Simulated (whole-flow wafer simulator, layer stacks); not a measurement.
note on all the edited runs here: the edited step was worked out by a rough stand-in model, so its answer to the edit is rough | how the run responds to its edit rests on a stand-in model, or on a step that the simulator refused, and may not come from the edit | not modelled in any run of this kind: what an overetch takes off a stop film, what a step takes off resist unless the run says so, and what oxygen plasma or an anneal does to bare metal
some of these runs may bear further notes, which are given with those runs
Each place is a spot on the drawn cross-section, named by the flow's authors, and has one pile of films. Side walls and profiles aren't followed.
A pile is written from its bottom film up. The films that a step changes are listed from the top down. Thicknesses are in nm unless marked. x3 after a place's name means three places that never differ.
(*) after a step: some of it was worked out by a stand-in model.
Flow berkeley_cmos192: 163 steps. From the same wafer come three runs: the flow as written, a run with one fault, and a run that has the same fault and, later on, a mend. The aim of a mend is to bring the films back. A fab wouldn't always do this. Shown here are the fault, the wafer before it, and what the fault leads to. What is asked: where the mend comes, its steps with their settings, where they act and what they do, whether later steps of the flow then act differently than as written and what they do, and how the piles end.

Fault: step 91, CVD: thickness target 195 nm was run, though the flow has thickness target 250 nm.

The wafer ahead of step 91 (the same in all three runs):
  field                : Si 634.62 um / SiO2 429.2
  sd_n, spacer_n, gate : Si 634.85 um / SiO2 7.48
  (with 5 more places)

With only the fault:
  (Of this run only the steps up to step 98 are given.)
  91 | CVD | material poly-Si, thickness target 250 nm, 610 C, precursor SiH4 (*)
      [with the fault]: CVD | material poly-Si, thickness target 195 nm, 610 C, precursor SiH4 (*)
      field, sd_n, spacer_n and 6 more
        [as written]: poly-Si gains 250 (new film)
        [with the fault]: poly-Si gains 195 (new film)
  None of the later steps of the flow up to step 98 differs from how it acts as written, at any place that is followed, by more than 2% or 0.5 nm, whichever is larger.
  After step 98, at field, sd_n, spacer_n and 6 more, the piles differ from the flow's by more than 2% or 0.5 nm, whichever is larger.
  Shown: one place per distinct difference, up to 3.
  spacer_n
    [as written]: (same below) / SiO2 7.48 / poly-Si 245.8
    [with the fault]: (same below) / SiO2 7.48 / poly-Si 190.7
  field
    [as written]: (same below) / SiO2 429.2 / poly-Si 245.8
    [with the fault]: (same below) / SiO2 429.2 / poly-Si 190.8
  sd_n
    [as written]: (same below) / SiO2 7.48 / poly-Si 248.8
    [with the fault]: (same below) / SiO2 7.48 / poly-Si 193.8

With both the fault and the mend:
  The mend stands after step 91.
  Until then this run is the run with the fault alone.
  91a | CVD | material poly-Si, thickness target 55 nm, 610 C, precursor SiH4 (*) (a further turn of the flow's step 91, with different settings)
      field, sd_n, spacer_n and 6 more
        poly-Si gains 55
  None of the later steps of the flow differs from how it acts as written, at any place that is followed, by more than 2% or 0.5 nm, whichever is larger.
  The piles end only slightly different from the flow's at the places that both follow, by no more than 2% or 0.5 nm, whichever is larger.
